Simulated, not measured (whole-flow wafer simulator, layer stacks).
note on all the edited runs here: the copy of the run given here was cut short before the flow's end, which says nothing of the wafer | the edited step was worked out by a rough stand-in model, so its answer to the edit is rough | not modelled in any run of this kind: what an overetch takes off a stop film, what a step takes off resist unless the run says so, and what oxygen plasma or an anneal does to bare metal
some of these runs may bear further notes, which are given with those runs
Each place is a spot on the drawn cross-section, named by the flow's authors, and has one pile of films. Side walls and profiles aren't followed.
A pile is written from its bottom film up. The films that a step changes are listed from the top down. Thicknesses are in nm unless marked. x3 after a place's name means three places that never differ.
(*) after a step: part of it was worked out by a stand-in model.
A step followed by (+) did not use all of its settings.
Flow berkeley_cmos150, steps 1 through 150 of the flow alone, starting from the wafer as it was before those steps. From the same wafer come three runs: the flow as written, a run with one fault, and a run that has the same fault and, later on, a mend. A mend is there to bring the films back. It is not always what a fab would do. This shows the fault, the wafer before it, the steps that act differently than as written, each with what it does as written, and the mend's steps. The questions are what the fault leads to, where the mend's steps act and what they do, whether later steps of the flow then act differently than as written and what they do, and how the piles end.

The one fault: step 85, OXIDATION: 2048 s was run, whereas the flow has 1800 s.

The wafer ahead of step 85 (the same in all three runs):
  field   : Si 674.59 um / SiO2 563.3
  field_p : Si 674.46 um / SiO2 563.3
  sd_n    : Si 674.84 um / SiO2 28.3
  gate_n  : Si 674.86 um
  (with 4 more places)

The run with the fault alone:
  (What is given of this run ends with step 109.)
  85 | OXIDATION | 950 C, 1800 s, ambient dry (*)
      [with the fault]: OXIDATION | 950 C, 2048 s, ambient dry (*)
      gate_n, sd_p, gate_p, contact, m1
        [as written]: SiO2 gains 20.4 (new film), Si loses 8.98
        [with the fault]: SiO2 gains 22.1 (new film), Si loses 9.72
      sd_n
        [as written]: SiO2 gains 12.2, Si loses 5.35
        [with the fault]: SiO2 gains 13.6, Si loses 5.97
  Steps later in the flow that act otherwise than as written (not shown: 8 more steps that differ only slightly, by at most 2% or 0.5 nm, whichever is larger):
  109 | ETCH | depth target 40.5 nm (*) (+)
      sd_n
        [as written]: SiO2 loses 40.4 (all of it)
        [with the fault]: SiO2 loses 40.5
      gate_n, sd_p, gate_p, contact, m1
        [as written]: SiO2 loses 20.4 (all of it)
        [with the fault]: SiO2 loses 22.1 (all of it)
  The piles after step 109 differ from the flow's at sd_n by more than 2% or 0.5 nm, whichever is larger.
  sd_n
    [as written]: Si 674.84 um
    [with the fault]: Si 674.84 um / SiO2 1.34

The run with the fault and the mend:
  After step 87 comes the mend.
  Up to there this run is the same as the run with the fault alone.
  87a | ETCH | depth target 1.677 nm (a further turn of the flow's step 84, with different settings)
      field, field_p, sd_n, gate_n, sd_p, gate_p, contact, m1
        SiO2 loses 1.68
  Every later step of the flow that is run acts as written, at every place that is followed, to within 2% or 0.5 nm, whichever is larger.
  The piles end only slightly different from the flow's at the places that both follow, by no more than 2% or 0.5 nm, whichever is larger.
